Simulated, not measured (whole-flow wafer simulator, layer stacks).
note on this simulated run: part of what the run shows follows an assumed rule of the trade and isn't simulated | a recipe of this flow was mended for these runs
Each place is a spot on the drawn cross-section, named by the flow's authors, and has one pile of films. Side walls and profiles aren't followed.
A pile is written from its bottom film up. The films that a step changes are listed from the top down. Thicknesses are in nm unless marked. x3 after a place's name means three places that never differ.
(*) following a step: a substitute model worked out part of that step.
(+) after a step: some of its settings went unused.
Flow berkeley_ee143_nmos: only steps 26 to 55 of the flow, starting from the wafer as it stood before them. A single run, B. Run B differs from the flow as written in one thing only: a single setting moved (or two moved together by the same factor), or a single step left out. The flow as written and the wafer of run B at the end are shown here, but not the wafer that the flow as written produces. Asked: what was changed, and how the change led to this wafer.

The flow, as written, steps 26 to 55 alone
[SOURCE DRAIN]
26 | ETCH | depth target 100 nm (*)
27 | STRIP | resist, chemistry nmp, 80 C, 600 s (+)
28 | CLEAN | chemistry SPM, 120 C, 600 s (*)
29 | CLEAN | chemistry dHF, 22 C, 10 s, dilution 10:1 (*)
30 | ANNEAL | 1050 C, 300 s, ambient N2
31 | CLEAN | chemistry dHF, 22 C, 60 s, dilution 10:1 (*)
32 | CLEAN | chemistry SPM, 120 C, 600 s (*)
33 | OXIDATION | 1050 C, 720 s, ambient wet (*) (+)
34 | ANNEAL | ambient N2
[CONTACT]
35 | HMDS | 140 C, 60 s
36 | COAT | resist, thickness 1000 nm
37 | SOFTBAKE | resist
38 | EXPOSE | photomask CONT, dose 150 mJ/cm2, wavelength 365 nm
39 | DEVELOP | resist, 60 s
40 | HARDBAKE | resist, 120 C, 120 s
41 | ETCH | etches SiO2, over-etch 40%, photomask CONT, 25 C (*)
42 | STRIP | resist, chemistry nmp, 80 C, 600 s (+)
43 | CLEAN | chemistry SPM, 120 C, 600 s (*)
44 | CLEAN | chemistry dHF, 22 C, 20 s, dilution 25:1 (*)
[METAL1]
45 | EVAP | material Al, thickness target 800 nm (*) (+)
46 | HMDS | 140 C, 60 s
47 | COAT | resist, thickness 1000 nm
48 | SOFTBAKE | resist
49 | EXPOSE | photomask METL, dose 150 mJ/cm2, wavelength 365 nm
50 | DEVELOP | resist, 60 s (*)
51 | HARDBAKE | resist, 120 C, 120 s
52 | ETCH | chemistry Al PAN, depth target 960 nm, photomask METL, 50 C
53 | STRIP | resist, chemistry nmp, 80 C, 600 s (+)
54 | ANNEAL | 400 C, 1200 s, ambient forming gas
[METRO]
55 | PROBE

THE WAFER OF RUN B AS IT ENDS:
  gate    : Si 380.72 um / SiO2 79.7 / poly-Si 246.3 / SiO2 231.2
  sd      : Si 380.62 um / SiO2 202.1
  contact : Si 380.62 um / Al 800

The reason: step 33, OXIDATION: 810 s was run, while the flow as written has 720 s.

Step by step, how the change led to this:
  33 | OXIDATION | 1050 C, 720 s, ambient wet (*) (+)
      sd, contact: +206 SiO2 (new film), -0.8 chemical SiO2 (all of it), -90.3 Si (in the flow as written it would be: +189.4 SiO2 (new film), -0.8 chemical SiO2 (all of it), -83 Si)
      gate: +235 SiO2 (new film), -0.8 chemical SiO2 (all of it), -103 poly-Si (in the flow as written it would be: +217.6 SiO2 (new film), -0.8 chemical SiO2 (all of it), -95.4 poly-Si)
      (as well as at 1 more place)
  41 | ETCH | etches SiO2, over-etch 40%, photomask CONT, 25 C (*)
      contact: -206 SiO2 (all of it) (in the flow as written it would be: -189.4 SiO2 (all of it))
